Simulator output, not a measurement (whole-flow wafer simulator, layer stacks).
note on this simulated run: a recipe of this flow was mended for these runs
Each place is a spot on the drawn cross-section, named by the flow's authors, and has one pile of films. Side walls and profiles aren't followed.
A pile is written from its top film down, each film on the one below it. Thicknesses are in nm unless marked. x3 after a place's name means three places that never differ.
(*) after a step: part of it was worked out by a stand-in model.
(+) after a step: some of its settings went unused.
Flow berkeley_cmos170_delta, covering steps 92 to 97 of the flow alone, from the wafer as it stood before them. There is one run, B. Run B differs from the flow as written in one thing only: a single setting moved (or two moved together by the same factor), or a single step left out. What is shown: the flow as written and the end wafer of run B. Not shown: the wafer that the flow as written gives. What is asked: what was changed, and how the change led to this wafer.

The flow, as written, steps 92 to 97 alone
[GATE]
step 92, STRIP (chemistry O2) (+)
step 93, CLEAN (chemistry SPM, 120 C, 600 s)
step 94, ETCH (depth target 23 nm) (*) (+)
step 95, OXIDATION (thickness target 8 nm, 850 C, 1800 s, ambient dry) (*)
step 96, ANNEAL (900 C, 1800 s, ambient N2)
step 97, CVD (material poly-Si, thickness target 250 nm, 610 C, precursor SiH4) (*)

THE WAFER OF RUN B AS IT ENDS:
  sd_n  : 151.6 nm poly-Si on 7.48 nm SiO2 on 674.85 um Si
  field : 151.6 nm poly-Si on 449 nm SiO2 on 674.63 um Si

What caused this: step 97, CVD: 587 C was run, whereas the flow has 610 C.

The path from the change to this, step by step:
  step 97, CVD (material poly-Si, thickness target 250 nm, 610 C, precursor SiH4) (*)
      field, sd_n, spacer_n, gate, sd_p, spacer_p x2, contact, m1: +151.6 poly-Si (new film) (it would be, as written: +250 poly-Si (new film))
